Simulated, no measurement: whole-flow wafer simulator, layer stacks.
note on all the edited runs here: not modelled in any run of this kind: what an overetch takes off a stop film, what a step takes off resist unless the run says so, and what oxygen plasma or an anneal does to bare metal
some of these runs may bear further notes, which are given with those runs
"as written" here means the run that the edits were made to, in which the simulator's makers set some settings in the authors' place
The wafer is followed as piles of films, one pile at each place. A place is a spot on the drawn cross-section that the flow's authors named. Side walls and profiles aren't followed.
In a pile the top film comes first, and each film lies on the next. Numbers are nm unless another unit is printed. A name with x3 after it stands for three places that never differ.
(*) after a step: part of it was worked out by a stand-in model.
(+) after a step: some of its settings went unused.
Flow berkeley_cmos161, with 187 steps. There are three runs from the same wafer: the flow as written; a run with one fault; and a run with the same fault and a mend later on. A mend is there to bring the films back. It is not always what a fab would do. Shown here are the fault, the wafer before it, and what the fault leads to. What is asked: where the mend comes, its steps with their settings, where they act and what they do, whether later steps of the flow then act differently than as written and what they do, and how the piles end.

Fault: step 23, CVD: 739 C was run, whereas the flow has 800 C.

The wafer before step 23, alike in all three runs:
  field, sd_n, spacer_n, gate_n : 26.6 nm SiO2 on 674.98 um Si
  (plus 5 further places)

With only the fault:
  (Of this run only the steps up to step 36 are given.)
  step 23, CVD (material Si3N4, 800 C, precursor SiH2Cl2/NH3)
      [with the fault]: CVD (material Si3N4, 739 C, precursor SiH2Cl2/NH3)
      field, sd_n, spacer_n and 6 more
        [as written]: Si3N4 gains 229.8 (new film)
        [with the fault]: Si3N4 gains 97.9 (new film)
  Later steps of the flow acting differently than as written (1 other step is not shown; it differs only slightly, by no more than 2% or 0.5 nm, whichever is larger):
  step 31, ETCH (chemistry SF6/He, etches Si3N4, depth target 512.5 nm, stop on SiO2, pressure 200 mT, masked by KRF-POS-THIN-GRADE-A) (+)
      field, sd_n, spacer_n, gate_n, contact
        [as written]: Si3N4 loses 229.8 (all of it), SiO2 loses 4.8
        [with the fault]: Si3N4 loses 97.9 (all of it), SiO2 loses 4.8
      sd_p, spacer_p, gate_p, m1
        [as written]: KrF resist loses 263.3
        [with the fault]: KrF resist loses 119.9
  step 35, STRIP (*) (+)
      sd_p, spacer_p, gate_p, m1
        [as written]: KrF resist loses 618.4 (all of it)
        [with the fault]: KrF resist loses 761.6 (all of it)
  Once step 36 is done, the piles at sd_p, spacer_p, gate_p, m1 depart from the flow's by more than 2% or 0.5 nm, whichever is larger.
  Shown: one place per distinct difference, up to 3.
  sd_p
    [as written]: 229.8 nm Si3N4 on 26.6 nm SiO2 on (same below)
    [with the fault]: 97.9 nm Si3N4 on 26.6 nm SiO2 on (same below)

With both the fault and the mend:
  After step 23 comes the mend.
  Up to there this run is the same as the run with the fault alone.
  step 23a, ETCH (chemistry h3po4, depth target 112.6 nm)
      field, sd_n, spacer_n and 6 more
        Si3N4 loses 97.9 (all of it)
  step 23b, CLEAN (chemistry SPM) (a further turn of the flow's step 16)
      leaves every film unchanged at each place that is followed
  step 23c, CVD (material Si3N4, 800 C, precursor SiH2Cl2/NH3) (a further turn of the flow's step 23)
      field, sd_n, spacer_n and 6 more
        Si3N4 gains 229.8 (new film)
  Later steps of the flow that are run all act as written at every place that is followed.
  At every place that both follow, the piles at the end match the flow's.
